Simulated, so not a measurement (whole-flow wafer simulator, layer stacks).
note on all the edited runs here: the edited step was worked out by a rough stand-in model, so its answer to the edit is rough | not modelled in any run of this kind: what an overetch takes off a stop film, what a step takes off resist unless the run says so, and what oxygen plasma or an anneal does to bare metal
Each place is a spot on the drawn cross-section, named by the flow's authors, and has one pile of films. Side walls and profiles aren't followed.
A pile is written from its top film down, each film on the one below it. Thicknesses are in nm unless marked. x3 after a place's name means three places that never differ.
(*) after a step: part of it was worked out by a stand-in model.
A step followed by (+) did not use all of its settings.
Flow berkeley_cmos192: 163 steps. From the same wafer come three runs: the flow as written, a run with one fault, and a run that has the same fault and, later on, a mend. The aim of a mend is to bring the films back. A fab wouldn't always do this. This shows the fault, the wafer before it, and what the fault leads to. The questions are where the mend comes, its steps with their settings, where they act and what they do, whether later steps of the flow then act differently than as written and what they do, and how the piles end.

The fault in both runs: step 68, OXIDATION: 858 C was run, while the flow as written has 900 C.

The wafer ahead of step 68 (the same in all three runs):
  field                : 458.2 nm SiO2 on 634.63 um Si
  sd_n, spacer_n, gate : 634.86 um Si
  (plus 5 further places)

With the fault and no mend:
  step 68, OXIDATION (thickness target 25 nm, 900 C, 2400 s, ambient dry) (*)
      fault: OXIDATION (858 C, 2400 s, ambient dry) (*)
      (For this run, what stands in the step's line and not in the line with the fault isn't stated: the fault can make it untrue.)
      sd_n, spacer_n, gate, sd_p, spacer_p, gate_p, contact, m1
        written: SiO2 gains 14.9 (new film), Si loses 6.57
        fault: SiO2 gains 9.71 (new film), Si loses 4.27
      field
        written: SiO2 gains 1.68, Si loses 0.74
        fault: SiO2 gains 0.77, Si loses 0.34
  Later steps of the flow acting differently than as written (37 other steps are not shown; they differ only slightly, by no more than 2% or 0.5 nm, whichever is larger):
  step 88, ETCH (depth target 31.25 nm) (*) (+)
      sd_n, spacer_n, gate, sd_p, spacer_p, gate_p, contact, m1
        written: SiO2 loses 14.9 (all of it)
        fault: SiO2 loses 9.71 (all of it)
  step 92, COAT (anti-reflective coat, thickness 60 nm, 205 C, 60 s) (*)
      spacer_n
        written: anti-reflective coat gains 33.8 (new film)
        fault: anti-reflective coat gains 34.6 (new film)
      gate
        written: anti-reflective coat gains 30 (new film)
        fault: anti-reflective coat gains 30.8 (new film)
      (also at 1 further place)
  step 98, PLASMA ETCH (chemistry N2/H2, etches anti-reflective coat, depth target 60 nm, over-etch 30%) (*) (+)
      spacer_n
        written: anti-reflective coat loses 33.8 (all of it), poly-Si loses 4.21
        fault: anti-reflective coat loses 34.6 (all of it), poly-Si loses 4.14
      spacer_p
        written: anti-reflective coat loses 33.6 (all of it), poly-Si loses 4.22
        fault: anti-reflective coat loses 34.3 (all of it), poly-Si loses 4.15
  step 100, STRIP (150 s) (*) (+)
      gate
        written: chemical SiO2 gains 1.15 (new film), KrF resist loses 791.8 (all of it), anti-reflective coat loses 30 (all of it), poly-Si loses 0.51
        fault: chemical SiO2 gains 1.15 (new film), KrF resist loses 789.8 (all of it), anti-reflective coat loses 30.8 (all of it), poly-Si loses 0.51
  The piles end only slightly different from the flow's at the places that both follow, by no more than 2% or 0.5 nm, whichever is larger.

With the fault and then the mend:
  The mend follows step 69.
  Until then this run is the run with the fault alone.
  step 69a, OXIDATION (900 C, 1155 s, ambient dry) (*) (the flow's step 68, run once more with other settings)
      sd_n, spacer_n, gate, sd_p, spacer_p, gate_p, contact, m1
        SiO2 gains 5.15, Si loses 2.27
      field
        SiO2 gains 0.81, Si loses 0.35
  None of the later steps of the flow differs from how it acts as written, at any place that is followed, by more than 2% or 0.5 nm, whichever is larger.
  The piles end only slightly different from the flow's at the places that both follow, by no more than 2% or 0.5 nm, whichever is larger.
